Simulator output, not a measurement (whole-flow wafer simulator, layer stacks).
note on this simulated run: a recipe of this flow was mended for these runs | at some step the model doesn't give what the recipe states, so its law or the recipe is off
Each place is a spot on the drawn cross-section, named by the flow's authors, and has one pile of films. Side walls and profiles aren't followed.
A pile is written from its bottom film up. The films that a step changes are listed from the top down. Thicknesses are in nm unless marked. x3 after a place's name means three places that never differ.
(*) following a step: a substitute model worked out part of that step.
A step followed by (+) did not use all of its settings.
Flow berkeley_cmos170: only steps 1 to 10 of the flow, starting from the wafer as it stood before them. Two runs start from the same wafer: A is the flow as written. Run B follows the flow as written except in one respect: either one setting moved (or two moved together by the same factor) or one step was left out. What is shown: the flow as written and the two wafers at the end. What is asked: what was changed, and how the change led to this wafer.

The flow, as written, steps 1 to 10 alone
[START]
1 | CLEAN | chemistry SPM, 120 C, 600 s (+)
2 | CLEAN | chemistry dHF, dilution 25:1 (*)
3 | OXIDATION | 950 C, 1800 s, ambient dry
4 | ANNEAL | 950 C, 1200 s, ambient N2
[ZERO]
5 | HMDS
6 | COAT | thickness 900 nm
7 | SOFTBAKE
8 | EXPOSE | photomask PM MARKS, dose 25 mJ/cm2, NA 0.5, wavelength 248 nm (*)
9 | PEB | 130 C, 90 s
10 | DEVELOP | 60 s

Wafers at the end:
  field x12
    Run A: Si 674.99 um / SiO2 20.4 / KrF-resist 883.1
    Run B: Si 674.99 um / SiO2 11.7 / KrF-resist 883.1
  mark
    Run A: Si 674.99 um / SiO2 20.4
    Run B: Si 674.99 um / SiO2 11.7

Cause: step 3, OXIDATION: 720 s was run, whereas the flow has 1800 s.

How this came from the change, step by step:
  3 | OXIDATION | 950 C, 1800 s, ambient dry
      field x12, mark: A SiO2 gains 20.4 (new film), Si loses 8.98 | B SiO2 gains 11.7 (new film), Si loses 5.14
